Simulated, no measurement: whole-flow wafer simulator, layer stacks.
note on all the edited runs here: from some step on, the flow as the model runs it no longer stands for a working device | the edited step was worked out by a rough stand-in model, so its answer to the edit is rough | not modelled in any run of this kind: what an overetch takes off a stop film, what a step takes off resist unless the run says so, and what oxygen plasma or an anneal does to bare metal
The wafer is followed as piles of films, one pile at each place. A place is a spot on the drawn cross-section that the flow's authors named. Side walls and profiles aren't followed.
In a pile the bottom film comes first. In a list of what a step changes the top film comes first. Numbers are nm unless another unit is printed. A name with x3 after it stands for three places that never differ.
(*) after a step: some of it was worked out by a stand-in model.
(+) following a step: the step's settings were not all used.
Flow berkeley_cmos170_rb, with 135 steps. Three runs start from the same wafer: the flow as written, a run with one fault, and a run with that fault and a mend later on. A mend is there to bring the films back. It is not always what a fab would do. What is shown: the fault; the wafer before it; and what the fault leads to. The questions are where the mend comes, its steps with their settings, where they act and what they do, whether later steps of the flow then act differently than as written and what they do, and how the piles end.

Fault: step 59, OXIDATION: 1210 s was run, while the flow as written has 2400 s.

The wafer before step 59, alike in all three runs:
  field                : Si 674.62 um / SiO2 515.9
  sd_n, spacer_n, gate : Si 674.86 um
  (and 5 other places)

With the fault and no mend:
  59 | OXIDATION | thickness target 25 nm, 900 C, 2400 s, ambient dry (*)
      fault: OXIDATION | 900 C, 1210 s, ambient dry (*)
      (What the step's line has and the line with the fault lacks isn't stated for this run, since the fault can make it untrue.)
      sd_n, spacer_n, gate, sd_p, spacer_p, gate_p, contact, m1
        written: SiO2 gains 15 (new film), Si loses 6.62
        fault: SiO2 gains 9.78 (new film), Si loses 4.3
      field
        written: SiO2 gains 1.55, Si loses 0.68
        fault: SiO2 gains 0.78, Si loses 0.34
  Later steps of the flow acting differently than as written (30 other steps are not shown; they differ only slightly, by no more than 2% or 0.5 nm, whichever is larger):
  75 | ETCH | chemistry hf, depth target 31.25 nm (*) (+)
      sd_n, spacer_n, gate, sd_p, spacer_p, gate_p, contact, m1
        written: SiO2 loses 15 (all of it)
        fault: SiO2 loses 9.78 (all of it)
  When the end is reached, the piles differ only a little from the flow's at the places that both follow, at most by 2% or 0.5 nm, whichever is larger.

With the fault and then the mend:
  The mend stands after step 64.
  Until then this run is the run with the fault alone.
  64a | STRIP (*) (+)
      sd_p
        KrF resist loses 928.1 (all of it)
      spacer_p
        KrF resist loses 911.2 (all of it)
      gate_p
        KrF resist loses 910.3 (all of it)
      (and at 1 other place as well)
  64b | CLEAN (*) (the flow's step 51 again)
      alters no film at any place that is followed
  64c | OXIDATION | 900 C, 1162 s, ambient dry (*) (the flow's step 59 again, with other settings)
      sd_n, spacer_n, gate, sd_p, spacer_p, gate_p, contact, m1
        SiO2 gains 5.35, Si loses 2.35
      field
        SiO2 gains 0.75, Si loses 0.33
  64d | COAT | KrF resist, thickness 900 nm (*) (the flow's step 61 again)
      field
        KrF resist gains 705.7 (new film)
      sd_n
        KrF resist gains 957.4 (new film)
      spacer_n
        KrF resist gains 924.9 (new film)
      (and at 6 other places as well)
  64e | EXPOSE | photomask PWELL (the flow's step 62 again)
      alters no film at any place that is followed
  64f | PEB | 130 C, 60 s (*) (the flow's step 63 again)
      alters no film at any place that is followed
  64g | DEVELOP | developer developer-D-0.26N, 45 s (the flow's step 64 again)
      sd_p, spacer_p, gate_p, m1
        KrF resist loses 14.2
      field
        KrF resist loses 705.7 (all of it)
      sd_n
        KrF resist loses 957.4 (all of it)
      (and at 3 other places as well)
  Later steps of the flow that are run all act as written at every place that is followed, up to a difference of at most 2% or 0.5 nm, whichever is larger.
  When the end is reached, the piles differ only a little from the flow's at the places that both follow, at most by 2% or 0.5 nm, whichever is larger.
